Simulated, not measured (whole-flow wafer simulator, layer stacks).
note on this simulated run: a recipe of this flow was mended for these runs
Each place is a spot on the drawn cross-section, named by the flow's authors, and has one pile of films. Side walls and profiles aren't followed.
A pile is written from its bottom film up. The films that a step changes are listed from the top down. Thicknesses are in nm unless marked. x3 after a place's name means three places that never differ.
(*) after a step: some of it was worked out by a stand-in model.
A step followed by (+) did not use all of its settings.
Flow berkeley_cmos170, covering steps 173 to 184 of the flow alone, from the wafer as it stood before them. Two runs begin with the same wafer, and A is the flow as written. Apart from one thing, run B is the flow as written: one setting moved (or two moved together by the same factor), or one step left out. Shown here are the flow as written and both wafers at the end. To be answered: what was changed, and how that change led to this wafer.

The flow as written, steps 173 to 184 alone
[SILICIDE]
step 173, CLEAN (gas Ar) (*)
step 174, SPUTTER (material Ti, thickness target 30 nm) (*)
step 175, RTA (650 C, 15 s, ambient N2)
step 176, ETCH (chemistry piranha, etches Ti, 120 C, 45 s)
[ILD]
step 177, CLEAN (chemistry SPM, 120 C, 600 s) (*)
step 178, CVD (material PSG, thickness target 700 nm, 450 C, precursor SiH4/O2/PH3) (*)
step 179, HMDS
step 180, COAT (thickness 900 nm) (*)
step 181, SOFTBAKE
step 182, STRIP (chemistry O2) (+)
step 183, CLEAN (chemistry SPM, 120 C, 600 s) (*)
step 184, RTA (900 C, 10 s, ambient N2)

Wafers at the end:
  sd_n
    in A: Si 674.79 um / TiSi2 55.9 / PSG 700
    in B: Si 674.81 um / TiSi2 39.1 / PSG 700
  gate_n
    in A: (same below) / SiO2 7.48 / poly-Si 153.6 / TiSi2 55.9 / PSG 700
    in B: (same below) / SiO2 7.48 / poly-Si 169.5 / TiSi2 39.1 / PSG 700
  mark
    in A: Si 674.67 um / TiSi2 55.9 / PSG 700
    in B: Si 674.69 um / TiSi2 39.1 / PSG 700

What caused this: step 174, SPUTTER: thickness target 21 nm was run, though the flow has thickness target 30 nm.

Step by step, how the change led to this:
  step 174, SPUTTER (material Ti, thickness target 30 nm) (*)
      field, mark, sd_n and 10 more: A +30 Ti (new film) | B +21 Ti (new film)
  step 175, RTA (650 C, 15 s, ambient N2)
      mark, sd_n, sd_p, contact, m1, via1, m2, via2: A -23.4 Ti, +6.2 TiSi first (new film), +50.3 TiSi2 C49 (new film), -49 Si | B -16.4 Ti, +41.7 TiSi2 C49 (new film), -37.2 Si
      gate_n, gate_p: A -23.4 Ti, +6.2 TiSi first (new film), +50.3 TiSi2 C49 (new film), -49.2 poly-Si | B -16.4 Ti, +41.7 TiSi2 C49 (new film), -37.3 poly-Si
  step 176, ETCH (chemistry piranha, etches Ti, 120 C, 45 s)
      mark, sd_n, gate_n and 7 more: A -6.6 Ti (all of it), -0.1 TiSi first | B -4.62 Ti (all of it), -0.1 TiSi2 C49
      field, spacer_n, spacer_p: A -30 Ti (all of it) | B -21 Ti (all of it)
  step 184, RTA (900 C, 10 s, ambient N2)
      mark, sd_n, sd_p, contact, m1, via1, m2, via2: A under 1 film: +55.9 TiSi2 (new film), -6.09 TiSi first (all of it), -50.3 TiSi2 C49 (all of it), -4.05 Si | B under 1 film: +39.1 TiSi2 (new film), -41.6 TiSi2 C49 (all of it)
      gate_n, gate_p: A under 1 film: +55.9 TiSi2 (new film), -6.09 TiSi first (all of it), -50.3 TiSi2 C49 (all of it), -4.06 poly-Si | B under 1 film: +39.1 TiSi2 (new film), -41.6 TiSi2 C49 (all of it)
